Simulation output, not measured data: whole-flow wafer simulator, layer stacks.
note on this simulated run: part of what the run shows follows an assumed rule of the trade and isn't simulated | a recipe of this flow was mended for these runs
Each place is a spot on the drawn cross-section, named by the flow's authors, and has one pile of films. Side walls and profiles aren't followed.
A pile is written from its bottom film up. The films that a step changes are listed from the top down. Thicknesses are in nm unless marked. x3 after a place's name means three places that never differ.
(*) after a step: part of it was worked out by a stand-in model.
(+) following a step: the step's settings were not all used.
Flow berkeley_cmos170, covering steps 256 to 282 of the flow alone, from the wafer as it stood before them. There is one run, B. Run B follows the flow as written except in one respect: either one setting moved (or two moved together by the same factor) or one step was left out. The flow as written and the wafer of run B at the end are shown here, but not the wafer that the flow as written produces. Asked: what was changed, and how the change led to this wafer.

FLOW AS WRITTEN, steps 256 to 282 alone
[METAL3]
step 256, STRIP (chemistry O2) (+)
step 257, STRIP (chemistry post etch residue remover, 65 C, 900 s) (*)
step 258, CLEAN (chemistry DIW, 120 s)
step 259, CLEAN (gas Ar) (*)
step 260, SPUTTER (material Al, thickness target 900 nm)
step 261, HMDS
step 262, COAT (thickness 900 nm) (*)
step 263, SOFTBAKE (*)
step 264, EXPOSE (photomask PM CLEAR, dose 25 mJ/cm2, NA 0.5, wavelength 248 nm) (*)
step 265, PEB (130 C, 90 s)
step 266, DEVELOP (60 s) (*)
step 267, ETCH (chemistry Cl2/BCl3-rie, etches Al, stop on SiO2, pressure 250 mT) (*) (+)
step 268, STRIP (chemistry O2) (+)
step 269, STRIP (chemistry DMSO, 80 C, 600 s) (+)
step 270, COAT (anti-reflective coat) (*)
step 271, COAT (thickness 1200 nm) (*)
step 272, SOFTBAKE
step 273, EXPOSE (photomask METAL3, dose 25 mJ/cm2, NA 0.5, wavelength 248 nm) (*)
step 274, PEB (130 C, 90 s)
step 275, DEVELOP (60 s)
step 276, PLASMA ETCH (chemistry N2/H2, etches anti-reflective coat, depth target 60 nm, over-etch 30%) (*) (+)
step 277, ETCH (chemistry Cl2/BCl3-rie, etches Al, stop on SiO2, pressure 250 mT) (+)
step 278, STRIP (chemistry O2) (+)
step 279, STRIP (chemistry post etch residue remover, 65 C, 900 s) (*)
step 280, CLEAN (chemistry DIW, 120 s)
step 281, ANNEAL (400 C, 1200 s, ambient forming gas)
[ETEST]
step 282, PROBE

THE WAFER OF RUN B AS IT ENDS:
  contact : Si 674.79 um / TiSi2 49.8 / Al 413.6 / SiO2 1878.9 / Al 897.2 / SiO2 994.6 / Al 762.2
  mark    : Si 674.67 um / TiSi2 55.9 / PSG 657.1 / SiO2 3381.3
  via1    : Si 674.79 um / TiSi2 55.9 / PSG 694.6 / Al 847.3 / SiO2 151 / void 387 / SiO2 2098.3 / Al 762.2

What caused this: step 260, SPUTTER: thickness target 765 nm was run, though the flow has thickness target 900 nm.

Step by step, how the change led to this:
  step 260, SPUTTER (material Al, thickness target 900 nm)
      field, mark, sd_n and 9 more: +765 Al (new film) (it would be, as written: +900 Al (new film))
      via2: +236 Al (it would be, as written: +259.4 Al)
  step 262, COAT (thickness 900 nm) (*)
      via2: +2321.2 KrF-resist (new film) (it would be, as written: +2428.6 KrF-resist (new film))
  step 265, PEB (130 C, 90 s)
      via2: -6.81 KrF-resist (it would be, as written: -7.55 KrF-resist)
  step 267, ETCH (chemistry Cl2/BCl3-rie, etches Al, stop on SiO2, pressure 250 mT) (*) (+)
      field, sd_n, spacer_n and 9 more: -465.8 KrF-resist (it would be, as written: -533.3 KrF-resist)
      mark: -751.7 Al (all of it), -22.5 SiO2 (it would be, as written: -886.7 Al (all of it), -22.5 SiO2)
  step 268, STRIP (chemistry O2) (+)
      field, spacer_n, gate_n: -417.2 KrF-resist (all of it) (it would be, as written: -349.7 KrF-resist (all of it))
      spacer_p, gate_p: -417.1 KrF-resist (all of it) (it would be, as written: -349.6 KrF-resist (all of it))
      (and at 7 other places as well)
  step 270, COAT (anti-reflective coat) (*)
      via2: +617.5 anti-reflective coat (new film) (it would be, as written: +671.1 anti-reflective coat (new film))
  step 271, COAT (thickness 1200 nm) (*)
      via2: +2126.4 KrF-resist (new film) (it would be, as written: +2189.1 KrF-resist (new film))
  step 277, ETCH (chemistry Cl2/BCl3-rie, etches Al, stop on SiO2, pressure 250 mT) (+)
      field, sd_n, spacer_n, gate_n, sd_p, spacer_p, gate_p: -765 Al (all of it), -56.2 SiO2 (it would be, as written: -900 Al (all of it), -56.2 SiO2)
      contact, m1, via1, m2, via2: -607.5 KrF-resist (it would be, as written: -675 KrF-resist)
      (and at 1 other place as well)
  step 278, STRIP (chemistry O2) (+)
      contact: -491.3 KrF-resist (all of it), -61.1 anti-reflective coat (all of it) (it would be, as written: -424 KrF-resist (all of it), -61.1 anti-reflective coat (all of it))
      m1: -488.8 KrF-resist (all of it), -40.7 anti-reflective coat (all of it) (it would be, as written: -423.6 KrF-resist (all of it), -40.9 anti-reflective coat (all of it))
      (and at 3 other places as well)
